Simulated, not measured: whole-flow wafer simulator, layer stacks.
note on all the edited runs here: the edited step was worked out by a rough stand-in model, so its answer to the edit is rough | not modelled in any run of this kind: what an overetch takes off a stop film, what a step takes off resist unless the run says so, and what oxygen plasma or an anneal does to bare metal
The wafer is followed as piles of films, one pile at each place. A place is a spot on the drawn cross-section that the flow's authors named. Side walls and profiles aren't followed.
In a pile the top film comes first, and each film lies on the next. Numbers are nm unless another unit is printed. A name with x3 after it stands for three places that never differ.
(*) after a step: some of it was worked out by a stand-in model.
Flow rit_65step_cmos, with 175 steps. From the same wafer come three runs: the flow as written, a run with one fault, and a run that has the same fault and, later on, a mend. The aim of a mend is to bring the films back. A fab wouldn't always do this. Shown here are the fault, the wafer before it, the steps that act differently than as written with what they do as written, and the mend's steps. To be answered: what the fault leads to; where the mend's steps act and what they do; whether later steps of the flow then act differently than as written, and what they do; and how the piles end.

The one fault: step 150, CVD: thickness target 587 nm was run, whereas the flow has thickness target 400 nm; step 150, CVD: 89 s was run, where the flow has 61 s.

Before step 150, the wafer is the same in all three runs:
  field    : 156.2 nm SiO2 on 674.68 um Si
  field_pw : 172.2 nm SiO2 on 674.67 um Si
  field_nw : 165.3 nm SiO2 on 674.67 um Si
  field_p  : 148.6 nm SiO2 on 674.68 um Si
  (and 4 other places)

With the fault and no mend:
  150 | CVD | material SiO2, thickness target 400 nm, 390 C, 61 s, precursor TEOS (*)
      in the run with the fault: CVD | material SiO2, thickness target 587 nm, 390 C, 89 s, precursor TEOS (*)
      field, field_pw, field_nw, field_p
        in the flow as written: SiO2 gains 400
        in the run with the fault: SiO2 gains 587
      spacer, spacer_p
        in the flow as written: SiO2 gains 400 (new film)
        in the run with the fault: SiO2 gains 587 (new film)
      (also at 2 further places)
  Later steps of the flow that are run all act as written at every place that is followed, up to a difference of at most 2% or 0.5 nm, whichever is larger.
  The piles end different from the flow's at field, field_pw, field_nw, field_p, gate_n, gate_p, spacer, spacer_p by more than 2% or 0.5 nm, whichever is larger.
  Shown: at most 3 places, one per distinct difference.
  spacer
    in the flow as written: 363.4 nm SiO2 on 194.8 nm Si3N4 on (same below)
    in the run with the fault: 550.4 nm SiO2 on 194.8 nm Si3N4 on (same below)
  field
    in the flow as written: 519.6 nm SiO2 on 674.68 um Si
    in the run with the fault: 706.6 nm SiO2 on 674.68 um Si
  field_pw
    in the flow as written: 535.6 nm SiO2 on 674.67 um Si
    in the run with the fault: 722.6 nm SiO2 on 674.67 um Si

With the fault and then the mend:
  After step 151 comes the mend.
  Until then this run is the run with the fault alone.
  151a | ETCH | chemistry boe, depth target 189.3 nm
      field, field_pw, field_nw, field_p, gate_n, gate_p, spacer, spacer_p
        SiO2 loses 189.3
  Later steps of the flow that are run all act as written at every place that is followed, up to a difference of at most 2% or 0.5 nm, whichever is larger.
  At the end the piles are close to the flow's at the places that both follow, differing by at most 2% or 0.5 nm, whichever is larger.
